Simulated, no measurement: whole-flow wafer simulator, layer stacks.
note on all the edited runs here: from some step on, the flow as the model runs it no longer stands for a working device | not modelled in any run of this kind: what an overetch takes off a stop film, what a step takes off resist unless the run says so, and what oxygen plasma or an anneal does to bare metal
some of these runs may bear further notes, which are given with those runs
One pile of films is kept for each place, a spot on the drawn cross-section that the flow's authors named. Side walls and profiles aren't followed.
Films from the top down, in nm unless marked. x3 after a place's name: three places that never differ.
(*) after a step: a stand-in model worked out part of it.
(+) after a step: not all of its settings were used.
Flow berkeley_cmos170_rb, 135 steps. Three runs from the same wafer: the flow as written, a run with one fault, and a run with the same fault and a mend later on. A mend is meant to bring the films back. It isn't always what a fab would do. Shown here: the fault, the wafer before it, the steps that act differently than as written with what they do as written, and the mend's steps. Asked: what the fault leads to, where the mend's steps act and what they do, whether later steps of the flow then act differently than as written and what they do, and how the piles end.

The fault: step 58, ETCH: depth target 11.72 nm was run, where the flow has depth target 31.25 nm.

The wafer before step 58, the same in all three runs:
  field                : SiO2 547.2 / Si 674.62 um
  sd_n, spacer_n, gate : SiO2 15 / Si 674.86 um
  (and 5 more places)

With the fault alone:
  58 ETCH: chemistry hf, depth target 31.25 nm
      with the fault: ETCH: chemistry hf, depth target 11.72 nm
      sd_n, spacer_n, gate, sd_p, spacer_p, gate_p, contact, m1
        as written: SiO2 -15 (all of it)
        with the fault: SiO2 -11.7
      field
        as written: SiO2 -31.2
        with the fault: SiO2 -11.7
  Later steps of the flow that act differently than as written (29 more steps differ only slightly, by at most 2% or 0.5 nm, whichever is larger, and aren't shown):
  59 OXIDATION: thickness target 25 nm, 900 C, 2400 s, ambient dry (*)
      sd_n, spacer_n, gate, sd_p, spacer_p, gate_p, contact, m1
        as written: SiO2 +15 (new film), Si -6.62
        with the fault: SiO2 +12.3, Si -5.4
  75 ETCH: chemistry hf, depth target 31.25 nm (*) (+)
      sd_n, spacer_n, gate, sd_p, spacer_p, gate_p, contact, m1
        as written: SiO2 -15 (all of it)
        with the fault: SiO2 -15.6 (all of it)
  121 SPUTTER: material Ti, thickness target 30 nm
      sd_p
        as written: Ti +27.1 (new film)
        with the fault: Ti +25.5 (new film)
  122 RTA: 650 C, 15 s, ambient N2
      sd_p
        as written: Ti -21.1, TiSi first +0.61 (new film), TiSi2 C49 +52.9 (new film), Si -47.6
        with the fault: Ti -19.9, TiSi2 C49 +50.5 (new film), Si -45.1
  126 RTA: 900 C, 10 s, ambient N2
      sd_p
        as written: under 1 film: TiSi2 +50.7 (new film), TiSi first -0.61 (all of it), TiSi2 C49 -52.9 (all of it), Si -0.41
        with the fault: under 1 film: TiSi2 +47.6 (new film), TiSi2 C49 -50.5 (all of it)
  At the end the piles differ from the flow's by more than 2% or 0.5 nm, whichever is larger, at sd_p.
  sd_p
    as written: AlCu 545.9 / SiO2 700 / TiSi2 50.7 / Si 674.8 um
    with the fault: AlCu 541.4 / SiO2 700 / TiSi2 47.6 / Si 674.81 um

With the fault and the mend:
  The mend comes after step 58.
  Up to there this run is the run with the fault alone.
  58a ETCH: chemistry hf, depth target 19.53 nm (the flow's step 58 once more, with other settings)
      sd_n, spacer_n, gate, sd_p, spacer_p, gate_p, contact, m1
        SiO2 -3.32 (all of it)
      field
        SiO2 -19.5
  No later step of the flow acts differently than as written, at any place that is followed, by more than 2% or 0.5 nm, whichever is larger.
  At the end the piles are the same as the flow's at every place that both follow.
